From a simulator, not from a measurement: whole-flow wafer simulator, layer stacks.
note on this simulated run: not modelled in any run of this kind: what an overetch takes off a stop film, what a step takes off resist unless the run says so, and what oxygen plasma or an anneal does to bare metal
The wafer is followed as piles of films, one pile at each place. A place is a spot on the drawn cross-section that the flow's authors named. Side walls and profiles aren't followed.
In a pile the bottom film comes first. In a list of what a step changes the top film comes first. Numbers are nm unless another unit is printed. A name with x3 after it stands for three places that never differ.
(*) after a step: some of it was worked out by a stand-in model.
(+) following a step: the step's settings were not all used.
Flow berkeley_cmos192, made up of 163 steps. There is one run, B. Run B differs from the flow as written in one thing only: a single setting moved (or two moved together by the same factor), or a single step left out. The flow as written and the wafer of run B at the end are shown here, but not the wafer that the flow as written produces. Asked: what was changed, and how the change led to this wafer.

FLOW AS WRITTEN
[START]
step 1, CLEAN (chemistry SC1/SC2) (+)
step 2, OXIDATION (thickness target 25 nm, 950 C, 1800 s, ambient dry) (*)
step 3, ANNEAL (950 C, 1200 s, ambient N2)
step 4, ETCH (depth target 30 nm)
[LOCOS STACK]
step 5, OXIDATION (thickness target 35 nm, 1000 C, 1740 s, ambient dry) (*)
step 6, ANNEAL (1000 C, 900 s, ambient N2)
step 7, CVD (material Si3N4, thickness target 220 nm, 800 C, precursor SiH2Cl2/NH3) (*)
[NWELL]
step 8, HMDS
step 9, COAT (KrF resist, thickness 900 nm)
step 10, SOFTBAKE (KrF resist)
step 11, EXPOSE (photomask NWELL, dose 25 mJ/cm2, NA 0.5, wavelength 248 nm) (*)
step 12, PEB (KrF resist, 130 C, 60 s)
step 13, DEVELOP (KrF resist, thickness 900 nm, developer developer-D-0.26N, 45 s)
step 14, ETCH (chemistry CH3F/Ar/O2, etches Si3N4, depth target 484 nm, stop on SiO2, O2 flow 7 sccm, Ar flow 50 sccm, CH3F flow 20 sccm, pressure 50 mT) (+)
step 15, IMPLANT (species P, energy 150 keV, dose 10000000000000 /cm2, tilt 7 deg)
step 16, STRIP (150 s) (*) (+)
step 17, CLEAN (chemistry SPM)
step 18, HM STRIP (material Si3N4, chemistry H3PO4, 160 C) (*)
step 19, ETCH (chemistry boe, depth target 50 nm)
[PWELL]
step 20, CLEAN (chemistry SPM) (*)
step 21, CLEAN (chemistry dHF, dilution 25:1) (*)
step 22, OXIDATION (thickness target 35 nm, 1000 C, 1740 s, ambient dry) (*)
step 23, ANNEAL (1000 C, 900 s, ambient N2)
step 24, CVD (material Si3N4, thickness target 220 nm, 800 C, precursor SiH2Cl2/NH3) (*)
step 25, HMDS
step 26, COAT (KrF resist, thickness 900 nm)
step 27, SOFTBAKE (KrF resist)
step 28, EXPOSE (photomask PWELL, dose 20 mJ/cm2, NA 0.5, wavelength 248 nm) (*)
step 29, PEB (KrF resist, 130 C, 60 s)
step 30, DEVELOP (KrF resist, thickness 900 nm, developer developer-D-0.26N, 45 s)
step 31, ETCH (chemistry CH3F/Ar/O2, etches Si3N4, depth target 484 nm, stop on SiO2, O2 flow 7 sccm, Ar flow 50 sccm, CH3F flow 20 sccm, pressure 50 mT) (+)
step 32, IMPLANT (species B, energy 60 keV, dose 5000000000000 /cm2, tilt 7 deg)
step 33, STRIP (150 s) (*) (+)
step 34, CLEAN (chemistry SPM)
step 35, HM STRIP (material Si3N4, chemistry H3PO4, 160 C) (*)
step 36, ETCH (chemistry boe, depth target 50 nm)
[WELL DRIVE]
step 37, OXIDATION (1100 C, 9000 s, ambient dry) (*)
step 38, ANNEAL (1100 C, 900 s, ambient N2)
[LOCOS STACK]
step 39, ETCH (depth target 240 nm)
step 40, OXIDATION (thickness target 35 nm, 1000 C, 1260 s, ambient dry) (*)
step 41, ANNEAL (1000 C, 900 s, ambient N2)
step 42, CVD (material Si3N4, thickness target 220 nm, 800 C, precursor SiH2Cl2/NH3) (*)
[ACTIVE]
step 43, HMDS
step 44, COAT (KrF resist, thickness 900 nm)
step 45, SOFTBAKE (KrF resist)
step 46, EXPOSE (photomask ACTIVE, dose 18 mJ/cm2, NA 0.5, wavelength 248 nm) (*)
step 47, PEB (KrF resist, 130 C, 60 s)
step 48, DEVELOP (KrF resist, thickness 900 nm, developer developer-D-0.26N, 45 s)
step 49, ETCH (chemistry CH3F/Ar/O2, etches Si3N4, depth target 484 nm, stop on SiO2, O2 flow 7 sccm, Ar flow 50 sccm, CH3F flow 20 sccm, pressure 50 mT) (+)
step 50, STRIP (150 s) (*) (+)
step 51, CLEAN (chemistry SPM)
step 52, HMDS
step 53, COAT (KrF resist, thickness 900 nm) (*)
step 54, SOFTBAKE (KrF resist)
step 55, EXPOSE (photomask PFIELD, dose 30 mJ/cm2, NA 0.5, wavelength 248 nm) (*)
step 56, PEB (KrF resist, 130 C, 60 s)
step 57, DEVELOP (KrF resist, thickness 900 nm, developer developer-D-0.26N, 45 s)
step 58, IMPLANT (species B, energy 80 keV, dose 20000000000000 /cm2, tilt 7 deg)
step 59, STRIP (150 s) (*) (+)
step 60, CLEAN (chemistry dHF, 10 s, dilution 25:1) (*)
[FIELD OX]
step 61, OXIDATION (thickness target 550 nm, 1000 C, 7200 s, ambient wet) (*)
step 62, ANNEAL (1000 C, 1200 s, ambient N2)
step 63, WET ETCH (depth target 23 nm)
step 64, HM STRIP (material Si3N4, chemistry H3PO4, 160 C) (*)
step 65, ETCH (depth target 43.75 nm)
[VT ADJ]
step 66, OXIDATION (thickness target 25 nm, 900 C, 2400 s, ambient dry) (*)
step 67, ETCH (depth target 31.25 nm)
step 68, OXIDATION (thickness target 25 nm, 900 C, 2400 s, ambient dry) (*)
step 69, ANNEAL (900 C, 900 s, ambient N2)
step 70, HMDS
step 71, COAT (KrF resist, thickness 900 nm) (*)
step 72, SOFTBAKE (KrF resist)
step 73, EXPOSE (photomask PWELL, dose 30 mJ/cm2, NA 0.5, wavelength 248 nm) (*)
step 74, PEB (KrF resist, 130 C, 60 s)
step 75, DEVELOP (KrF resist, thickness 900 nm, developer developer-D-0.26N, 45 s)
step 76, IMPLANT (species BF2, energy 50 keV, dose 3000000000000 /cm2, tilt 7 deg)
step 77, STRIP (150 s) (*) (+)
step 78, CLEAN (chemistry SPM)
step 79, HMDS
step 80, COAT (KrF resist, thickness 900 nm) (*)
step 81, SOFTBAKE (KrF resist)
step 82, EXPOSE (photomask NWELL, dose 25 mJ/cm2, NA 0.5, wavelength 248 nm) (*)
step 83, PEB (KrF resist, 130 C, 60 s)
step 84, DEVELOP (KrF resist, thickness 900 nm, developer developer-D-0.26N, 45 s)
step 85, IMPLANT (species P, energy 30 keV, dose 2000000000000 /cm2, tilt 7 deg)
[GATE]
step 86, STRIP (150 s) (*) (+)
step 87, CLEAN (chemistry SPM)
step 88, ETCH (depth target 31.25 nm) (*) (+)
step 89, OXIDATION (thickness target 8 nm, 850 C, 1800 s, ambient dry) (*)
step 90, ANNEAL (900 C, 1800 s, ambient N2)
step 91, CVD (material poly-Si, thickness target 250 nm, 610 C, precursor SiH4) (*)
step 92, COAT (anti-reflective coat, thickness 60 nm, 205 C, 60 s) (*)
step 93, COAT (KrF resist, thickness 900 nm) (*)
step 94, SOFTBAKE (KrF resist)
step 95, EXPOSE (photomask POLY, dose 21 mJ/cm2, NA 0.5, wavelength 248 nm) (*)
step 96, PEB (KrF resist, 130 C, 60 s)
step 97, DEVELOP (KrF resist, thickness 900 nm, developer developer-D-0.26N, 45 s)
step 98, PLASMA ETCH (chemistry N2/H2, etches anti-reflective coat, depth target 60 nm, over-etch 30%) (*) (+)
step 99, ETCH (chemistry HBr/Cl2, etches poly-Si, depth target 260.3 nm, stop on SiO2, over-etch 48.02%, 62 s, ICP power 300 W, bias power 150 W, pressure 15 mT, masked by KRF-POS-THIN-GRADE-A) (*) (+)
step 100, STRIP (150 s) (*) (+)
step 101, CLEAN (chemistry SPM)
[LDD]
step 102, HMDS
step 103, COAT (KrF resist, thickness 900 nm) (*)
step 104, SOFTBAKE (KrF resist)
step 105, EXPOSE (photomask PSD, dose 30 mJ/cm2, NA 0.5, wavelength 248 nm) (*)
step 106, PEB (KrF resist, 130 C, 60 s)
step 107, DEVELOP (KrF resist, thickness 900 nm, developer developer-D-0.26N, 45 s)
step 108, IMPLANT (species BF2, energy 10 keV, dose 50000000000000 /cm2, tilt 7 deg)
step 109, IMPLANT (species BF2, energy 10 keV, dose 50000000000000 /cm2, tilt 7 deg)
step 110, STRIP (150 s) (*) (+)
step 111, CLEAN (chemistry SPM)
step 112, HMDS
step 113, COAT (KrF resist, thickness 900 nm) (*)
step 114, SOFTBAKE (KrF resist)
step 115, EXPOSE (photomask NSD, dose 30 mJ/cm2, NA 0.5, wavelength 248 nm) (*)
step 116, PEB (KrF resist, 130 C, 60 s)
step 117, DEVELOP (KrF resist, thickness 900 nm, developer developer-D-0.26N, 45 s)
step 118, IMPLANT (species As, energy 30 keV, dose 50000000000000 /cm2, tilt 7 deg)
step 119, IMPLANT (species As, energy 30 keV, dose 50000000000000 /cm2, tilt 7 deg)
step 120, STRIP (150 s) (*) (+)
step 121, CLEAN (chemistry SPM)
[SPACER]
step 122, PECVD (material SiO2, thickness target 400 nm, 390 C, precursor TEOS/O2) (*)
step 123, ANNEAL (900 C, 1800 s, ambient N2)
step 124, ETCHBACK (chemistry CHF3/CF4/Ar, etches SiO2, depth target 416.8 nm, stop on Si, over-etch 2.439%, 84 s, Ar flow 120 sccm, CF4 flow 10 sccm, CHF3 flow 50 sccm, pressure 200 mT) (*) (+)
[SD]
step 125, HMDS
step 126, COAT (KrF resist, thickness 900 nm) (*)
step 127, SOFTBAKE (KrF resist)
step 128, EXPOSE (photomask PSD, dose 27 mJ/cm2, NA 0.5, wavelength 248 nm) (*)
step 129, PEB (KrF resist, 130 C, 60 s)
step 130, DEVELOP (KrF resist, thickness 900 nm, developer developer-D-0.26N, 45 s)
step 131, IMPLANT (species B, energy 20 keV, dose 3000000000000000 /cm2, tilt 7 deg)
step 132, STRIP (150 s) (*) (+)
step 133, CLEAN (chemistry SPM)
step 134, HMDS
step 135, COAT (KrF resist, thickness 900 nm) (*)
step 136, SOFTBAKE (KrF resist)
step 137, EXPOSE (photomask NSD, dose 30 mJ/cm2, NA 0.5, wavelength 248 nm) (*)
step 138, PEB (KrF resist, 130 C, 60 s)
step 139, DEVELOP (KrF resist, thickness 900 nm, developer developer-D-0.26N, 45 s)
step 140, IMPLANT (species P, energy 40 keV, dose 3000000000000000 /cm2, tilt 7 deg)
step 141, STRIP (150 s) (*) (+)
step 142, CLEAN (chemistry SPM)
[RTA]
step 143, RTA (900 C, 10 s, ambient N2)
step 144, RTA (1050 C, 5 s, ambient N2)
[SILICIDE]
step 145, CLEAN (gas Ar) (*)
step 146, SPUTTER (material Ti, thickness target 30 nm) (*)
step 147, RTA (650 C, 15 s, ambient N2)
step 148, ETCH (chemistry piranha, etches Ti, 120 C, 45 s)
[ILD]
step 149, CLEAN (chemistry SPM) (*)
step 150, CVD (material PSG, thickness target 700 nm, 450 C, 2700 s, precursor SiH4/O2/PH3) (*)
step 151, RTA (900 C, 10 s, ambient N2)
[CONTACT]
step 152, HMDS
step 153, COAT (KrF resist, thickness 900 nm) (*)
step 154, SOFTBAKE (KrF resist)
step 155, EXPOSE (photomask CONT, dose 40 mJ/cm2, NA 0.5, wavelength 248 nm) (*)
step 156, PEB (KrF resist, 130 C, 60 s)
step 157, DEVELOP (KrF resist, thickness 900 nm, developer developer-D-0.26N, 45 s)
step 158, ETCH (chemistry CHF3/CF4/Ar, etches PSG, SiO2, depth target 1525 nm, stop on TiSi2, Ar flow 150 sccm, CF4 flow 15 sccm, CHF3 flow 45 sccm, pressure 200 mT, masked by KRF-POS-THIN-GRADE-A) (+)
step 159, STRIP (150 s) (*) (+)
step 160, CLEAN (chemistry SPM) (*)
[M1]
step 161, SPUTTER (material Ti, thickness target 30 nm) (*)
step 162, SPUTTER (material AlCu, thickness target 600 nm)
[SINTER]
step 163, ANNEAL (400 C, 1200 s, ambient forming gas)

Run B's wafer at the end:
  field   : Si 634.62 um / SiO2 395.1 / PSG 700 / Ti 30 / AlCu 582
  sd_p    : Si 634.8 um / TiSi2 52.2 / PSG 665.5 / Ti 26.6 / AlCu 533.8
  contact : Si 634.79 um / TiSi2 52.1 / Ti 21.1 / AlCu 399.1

Cause: step 162, SPUTTER: thickness target 582 nm was run, while the flow as written has thickness target 600 nm.
The wafer lets one read it off: field has AlCu 582, and step 162 as written asks for 600 nm.

Step by step, how the change led to this:
  step 162, SPUTTER (material AlCu, thickness target 600 nm)
      field, sd_n, spacer_n, gate, spacer_p, gate_p, m1: +582 AlCu (new film) (in the flow as written it would be: +600 AlCu (new film))
      sd_p: +533.8 AlCu (new film) (in the flow as written it would be: +551.2 AlCu (new film))
      (as well as at 1 more place)
